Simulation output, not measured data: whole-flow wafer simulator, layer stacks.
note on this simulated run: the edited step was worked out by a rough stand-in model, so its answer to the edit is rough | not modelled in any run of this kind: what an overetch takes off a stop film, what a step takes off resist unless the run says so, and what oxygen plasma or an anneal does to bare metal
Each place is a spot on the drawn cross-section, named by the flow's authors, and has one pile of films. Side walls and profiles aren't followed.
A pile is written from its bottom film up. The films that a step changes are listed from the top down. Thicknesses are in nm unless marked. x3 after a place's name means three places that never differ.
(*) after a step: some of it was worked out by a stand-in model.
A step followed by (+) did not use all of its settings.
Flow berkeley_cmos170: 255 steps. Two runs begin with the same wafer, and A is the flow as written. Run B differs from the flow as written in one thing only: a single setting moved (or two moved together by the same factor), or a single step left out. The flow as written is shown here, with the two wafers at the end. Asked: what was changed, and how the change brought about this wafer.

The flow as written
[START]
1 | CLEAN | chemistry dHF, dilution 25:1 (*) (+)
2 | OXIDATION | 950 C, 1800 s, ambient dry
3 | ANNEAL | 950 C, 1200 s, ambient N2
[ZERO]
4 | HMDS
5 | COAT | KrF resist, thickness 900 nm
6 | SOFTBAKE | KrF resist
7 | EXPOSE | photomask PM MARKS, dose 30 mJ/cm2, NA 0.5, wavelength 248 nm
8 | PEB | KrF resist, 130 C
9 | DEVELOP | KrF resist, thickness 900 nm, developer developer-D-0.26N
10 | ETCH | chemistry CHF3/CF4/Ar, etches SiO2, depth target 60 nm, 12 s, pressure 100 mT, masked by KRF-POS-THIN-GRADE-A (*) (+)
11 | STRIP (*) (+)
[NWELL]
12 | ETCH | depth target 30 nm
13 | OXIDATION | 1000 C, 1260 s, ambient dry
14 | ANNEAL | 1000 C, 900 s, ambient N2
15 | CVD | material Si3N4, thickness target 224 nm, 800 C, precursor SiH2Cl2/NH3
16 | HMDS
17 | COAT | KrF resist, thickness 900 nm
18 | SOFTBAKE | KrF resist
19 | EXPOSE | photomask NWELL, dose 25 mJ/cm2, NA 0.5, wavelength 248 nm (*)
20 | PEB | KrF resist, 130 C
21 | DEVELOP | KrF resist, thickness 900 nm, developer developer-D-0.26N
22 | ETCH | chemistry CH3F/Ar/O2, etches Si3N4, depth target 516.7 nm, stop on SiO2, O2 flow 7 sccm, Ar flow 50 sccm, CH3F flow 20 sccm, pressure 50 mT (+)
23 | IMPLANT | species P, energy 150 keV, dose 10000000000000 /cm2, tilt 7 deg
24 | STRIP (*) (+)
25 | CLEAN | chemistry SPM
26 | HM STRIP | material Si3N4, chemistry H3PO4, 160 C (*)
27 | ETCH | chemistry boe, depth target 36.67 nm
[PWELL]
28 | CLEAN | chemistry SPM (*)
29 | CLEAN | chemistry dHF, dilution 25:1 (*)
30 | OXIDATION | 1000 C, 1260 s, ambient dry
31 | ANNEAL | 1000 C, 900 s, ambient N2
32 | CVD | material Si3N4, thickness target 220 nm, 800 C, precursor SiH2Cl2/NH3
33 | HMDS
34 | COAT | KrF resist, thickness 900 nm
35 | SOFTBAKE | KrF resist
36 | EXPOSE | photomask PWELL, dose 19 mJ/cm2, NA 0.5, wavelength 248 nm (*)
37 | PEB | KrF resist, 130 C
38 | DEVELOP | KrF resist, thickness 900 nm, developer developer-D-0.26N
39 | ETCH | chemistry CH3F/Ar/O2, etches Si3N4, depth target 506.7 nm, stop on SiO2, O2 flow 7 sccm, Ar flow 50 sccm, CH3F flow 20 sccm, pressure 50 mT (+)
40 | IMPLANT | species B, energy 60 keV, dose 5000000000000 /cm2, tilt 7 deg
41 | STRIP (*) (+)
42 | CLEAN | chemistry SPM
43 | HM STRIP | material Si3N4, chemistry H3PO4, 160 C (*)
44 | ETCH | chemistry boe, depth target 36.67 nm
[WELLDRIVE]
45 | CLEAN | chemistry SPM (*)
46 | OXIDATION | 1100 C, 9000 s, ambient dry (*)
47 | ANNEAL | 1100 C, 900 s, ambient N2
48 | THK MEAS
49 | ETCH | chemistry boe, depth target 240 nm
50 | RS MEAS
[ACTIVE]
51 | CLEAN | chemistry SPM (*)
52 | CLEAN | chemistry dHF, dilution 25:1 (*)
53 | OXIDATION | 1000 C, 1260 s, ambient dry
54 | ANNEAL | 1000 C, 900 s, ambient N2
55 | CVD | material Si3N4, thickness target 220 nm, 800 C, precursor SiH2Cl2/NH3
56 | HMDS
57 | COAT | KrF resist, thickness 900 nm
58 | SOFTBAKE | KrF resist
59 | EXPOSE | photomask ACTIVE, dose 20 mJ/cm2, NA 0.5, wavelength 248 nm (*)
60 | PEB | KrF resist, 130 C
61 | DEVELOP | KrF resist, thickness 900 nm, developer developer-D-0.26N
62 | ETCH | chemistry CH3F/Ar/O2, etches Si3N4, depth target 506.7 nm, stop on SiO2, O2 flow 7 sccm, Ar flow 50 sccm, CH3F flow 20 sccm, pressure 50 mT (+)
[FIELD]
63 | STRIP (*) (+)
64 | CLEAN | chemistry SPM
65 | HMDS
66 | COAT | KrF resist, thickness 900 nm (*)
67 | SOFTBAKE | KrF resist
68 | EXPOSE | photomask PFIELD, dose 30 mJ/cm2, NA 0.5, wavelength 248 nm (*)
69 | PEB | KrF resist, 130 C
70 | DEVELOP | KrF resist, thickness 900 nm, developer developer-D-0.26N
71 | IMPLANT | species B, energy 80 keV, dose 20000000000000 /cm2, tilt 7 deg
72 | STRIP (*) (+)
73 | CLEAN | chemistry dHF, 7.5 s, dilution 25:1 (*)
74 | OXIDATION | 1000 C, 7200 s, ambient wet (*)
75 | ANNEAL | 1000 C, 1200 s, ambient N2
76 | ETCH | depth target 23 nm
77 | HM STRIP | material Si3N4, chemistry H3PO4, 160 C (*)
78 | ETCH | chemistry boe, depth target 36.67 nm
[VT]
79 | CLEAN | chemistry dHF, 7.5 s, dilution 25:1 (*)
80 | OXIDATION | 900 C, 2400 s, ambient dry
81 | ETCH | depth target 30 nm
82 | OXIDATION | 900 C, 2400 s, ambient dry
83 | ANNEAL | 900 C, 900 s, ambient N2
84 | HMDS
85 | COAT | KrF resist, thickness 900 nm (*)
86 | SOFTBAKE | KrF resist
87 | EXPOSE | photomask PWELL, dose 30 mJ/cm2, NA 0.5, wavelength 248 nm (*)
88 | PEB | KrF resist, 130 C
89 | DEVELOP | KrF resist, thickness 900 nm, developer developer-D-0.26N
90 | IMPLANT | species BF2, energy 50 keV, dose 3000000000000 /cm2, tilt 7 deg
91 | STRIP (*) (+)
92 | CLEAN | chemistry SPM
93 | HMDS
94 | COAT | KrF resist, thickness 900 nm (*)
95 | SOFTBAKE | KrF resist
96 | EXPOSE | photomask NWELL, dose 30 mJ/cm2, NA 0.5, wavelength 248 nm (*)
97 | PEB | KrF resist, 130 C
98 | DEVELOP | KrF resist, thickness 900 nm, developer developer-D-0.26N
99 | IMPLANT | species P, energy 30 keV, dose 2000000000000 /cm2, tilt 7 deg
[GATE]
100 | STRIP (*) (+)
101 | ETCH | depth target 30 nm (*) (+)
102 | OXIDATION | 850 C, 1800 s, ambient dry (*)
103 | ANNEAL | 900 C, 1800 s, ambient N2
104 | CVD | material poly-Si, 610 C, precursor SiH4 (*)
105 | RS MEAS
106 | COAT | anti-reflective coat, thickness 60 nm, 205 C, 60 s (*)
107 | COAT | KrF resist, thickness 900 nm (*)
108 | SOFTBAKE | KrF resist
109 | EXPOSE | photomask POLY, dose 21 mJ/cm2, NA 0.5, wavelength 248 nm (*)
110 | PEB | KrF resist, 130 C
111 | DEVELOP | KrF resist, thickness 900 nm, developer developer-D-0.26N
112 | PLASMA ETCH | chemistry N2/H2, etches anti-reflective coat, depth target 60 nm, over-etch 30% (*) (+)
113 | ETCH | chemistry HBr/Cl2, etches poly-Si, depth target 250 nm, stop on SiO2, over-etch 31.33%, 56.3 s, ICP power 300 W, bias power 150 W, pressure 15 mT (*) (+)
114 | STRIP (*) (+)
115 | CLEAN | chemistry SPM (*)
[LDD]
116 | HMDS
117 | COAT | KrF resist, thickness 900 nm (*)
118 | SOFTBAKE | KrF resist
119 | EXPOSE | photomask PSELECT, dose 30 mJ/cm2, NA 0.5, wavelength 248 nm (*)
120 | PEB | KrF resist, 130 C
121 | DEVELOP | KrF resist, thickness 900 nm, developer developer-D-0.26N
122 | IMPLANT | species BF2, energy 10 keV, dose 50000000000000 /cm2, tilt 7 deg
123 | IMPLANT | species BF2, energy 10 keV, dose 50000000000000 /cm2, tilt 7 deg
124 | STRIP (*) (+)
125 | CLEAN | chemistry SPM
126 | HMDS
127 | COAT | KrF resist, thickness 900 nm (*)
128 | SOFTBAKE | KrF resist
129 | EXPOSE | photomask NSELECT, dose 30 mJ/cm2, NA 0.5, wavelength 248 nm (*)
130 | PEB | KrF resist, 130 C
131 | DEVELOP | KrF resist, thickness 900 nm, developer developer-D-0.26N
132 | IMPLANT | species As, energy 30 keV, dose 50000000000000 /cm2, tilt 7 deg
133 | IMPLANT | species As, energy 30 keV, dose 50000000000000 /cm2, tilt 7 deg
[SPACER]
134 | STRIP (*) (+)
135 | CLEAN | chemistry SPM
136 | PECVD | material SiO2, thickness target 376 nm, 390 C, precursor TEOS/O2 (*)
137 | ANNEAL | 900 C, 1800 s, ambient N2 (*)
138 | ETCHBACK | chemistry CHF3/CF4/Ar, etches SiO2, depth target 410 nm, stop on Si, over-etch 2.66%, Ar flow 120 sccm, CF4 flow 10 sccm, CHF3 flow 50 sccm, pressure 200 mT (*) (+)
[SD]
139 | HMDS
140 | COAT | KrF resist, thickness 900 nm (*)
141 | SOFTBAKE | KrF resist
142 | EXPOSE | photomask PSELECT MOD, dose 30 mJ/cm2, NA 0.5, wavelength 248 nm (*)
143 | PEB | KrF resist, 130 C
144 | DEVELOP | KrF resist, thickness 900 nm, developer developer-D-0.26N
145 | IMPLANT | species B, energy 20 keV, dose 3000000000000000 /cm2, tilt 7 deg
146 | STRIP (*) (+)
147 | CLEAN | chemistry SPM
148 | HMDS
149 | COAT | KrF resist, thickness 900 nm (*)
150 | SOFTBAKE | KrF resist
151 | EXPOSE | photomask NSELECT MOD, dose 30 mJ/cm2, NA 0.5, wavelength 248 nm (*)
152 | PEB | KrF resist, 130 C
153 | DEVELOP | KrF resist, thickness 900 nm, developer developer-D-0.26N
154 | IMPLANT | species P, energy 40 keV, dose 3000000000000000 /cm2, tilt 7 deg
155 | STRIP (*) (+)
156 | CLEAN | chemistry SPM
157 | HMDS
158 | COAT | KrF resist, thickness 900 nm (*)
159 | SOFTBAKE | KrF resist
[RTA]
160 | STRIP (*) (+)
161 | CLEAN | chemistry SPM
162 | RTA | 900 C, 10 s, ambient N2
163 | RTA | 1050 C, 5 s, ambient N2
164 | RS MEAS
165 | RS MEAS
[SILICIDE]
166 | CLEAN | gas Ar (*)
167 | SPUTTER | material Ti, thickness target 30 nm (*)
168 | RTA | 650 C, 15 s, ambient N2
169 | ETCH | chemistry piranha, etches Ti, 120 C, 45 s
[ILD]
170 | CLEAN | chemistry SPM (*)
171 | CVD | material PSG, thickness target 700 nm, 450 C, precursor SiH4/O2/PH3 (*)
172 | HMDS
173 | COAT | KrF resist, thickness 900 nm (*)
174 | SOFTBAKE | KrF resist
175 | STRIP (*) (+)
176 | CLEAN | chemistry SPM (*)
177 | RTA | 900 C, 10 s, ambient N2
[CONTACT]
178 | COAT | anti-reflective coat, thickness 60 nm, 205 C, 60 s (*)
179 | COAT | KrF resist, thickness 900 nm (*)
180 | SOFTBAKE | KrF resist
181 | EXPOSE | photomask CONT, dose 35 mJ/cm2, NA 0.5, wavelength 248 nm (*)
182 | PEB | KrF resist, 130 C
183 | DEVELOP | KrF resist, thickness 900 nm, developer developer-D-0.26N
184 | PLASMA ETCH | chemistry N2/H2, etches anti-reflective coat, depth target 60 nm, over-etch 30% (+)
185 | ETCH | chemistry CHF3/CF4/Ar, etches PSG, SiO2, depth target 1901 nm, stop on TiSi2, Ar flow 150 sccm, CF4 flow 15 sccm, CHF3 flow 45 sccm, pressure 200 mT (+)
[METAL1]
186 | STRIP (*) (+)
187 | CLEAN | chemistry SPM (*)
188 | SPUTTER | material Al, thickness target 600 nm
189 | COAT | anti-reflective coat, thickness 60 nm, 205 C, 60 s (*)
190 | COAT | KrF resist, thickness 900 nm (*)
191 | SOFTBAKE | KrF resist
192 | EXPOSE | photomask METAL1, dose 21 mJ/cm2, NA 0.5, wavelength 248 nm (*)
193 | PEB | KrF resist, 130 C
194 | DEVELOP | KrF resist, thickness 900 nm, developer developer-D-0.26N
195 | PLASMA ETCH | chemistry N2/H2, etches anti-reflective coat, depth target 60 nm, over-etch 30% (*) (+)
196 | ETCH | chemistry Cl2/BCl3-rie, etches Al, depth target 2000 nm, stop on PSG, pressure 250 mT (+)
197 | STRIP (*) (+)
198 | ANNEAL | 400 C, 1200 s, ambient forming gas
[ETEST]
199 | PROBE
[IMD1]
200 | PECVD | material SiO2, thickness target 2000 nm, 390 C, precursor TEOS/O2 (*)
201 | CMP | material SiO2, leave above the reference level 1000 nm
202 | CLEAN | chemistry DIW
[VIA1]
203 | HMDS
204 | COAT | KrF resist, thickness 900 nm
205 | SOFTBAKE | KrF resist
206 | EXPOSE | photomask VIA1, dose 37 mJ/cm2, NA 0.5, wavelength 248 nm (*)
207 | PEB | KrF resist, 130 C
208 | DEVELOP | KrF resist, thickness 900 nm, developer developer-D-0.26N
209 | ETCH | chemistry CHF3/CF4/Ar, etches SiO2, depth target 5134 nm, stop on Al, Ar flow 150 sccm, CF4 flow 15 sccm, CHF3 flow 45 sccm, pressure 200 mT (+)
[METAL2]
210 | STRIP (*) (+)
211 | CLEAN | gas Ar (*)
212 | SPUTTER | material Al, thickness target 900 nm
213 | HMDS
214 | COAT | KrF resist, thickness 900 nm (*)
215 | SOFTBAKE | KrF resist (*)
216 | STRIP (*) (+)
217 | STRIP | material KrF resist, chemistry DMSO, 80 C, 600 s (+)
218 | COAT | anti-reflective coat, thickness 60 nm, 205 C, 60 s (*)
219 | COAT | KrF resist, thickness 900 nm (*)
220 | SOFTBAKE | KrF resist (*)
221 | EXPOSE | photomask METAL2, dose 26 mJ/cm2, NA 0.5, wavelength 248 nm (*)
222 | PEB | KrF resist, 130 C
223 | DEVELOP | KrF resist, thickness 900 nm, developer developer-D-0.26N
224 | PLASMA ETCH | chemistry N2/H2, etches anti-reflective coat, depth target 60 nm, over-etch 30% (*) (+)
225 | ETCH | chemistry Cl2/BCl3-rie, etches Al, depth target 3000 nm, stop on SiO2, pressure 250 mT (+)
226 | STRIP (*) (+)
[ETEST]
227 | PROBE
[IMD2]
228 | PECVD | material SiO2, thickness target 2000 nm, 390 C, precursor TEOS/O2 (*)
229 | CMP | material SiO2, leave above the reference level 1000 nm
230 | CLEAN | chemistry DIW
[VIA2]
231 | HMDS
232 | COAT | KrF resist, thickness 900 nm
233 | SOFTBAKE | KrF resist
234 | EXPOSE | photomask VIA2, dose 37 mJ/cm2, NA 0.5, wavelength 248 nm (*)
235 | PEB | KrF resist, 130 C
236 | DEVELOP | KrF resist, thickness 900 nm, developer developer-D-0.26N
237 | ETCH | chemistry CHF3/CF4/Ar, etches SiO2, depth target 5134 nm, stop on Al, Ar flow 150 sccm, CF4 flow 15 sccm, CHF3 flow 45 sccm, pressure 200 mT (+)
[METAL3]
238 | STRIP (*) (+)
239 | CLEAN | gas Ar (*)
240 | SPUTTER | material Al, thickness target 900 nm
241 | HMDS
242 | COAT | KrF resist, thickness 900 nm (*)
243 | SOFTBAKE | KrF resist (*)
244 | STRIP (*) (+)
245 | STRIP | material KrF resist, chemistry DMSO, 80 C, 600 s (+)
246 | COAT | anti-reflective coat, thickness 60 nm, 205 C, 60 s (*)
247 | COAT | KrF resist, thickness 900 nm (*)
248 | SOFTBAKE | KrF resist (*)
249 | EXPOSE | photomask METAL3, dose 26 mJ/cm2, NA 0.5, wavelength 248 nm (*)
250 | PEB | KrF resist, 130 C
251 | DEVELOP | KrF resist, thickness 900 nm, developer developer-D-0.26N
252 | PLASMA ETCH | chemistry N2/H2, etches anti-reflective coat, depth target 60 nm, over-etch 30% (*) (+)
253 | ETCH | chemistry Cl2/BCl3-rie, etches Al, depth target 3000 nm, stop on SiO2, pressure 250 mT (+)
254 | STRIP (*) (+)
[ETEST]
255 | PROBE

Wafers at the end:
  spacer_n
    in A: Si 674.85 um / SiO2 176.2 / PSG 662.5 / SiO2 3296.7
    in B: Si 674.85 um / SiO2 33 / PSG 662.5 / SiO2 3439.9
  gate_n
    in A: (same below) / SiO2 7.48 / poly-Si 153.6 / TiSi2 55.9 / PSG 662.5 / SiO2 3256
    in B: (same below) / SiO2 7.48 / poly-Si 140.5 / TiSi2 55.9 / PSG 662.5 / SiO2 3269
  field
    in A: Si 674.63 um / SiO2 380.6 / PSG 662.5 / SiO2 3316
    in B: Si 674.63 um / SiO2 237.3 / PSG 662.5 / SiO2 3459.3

The reason: step 136, PECVD: thickness target 226 nm was run, while the flow as written has thickness target 376 nm.

Step by step, how the change led to this:
  136 | PECVD | material SiO2, thickness target 376 nm, 390 C, precursor TEOS/O2 (*)
      field, sd_n, spacer_n and 7 more: A +376 SiO2 | B +226 SiO2
      gate_n, gate_p: A +376 SiO2 (new film) | B +226 SiO2 (new film)
  137 | ANNEAL | 900 C, 1800 s, ambient N2 (*)
      field, sd_n, spacer_n and 9 more: A -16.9 SiO2 | B -10.2 SiO2
  138 | ETCHBACK | chemistry CHF3/CF4/Ar, etches SiO2, depth target 410 nm, stop on Si, over-etch 2.66%, Ar flow 120 sccm, CF4 flow 10 sccm, CHF3 flow 50 sccm, pressure 200 mT (*) (+)
      sd_n, sd_p, contact, m1, via1, m2, via2: A -366 SiO2 (all of it) | B -222.7 SiO2 (all of it)
      gate_n, gate_p: A -359.1 SiO2 (all of it), -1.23 chemical SiO2 (all of it), -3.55 poly-Si | B -215.8 SiO2 (all of it), -1.23 chemical SiO2 (all of it), -16.6 poly-Si
  140 | COAT | KrF resist, thickness 900 nm (*)
      field: A +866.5 KrF resist (new film) | B +898.7 KrF resist (new film)
      sd_n: A +985.6 KrF resist (new film) | B +910.7 KrF resist (new film)
      (and at 10 other places as well)
  144 | DEVELOP | KrF resist, thickness 900 nm, developer developer-D-0.26N
      sd_p: A -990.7 KrF resist (all of it) | B -920.7 KrF resist (all of it)
      spacer_p: A -817.6 KrF resist (all of it) | B -895.1 KrF resist (all of it)
      (and at 1 other place as well)
  146 | STRIP (*) (+)
      field: A -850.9 KrF resist (all of it) | B -883.1 KrF resist (all of it)
      sd_n: A +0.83 chemical SiO2 (new film), -969.8 KrF resist (all of it), -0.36 Si | B +0.81 chemical SiO2 (new film), -895 KrF resist (all of it), -0.36 Si
      (and at 7 other places as well)
  149 | COAT | KrF resist, thickness 900 nm (*)
      field: A +866.5 KrF resist (new film) | B +898.9 KrF resist (new film)
      sd_n: A +985.1 KrF resist (new film) | B +910.4 KrF resist (new film)
      (and at 10 other places as well)
  153 | DEVELOP | KrF resist, thickness 900 nm, developer developer-D-0.26N
      sd_n: A -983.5 KrF resist (all of it) | B -909 KrF resist (all of it)
      spacer_n: A -824.6 KrF resist (all of it) | B -895.8 KrF resist (all of it)
      (and at 2 other places as well)
  155 | STRIP (*) (+)
      field: A -850.9 KrF resist (all of it) | B -883.2 KrF resist (all of it)
      sd_p: A -976.3 KrF resist (all of it), +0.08 chemical SiO2 | B -906.2 KrF resist (all of it), +0.08 chemical SiO2
      (and at 6 other places as well)
  158 | COAT | KrF resist, thickness 900 nm (*)
      field: A +866.6 KrF resist (new film) | B +898.9 KrF resist (new film)
      sd_n: A +984.8 KrF resist (new film) | B +910.3 KrF resist (new film)
      (and at 10 other places as well)
  160 | STRIP (*) (+)
      gate_n: A -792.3 KrF resist (all of it), +0.07 chemical SiO2 | B -733.2 KrF resist (all of it), +0.07 chemical SiO2, -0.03 poly-Si
      gate_p: A -785.9 KrF resist (all of it), +0.07 chemical SiO2 | B -732.8 KrF resist (all of it), +0.07 chemical SiO2, -0.03 poly-Si
      (and at 10 other places as well)
  173 | COAT | KrF resist, thickness 900 nm (*)
      field: A +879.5 KrF resist (new film) | B +905.4 KrF resist (new film)
      sd_n: A +1038.7 KrF resist (new film) | B +987.1 KrF resist (new film)
      (and at 10 other places as well)
  175 | STRIP (*) (+)
      field: A -879.5 KrF resist (all of it) | B -905.4 KrF resist (all of it)
      sd_n: A -1038.7 KrF resist (all of it) | B -987.1 KrF resist (all of it)
      (and at 10 other places as well)
  178 | COAT | anti-reflective coat, thickness 60 nm, 205 C, 60 s (*)
      field: A +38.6 anti-reflective coat (new film) | B +40.4 anti-reflective coat (new film)
      sd_n: A +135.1 anti-reflective coat (new film) | B +68.6 anti-reflective coat (new film)
      (and at 10 other places as well)
  179 | COAT | KrF resist, thickness 900 nm (*)
      field: A +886 KrF resist (new film) | B +909.5 KrF resist (new film)
      spacer_n: A +861.2 KrF resist (new film) | B +823.7 KrF resist (new film)
      (and at 8 other places as well)
  183 | DEVELOP | KrF resist, thickness 900 nm, developer developer-D-0.26N
      contact: A -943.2 KrF resist (all of it) | B -896 KrF resist (all of it)
  ... 9 other steps ...
  201 | CMP | material SiO2, leave above the reference level 1000 nm
      spacer_n, spacer_p: A -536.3 SiO2 | B -393.1 SiO2
      gate_n, gate_p: A -577.1 SiO2 | B -564 SiO2
      (and at 2 other places as well)
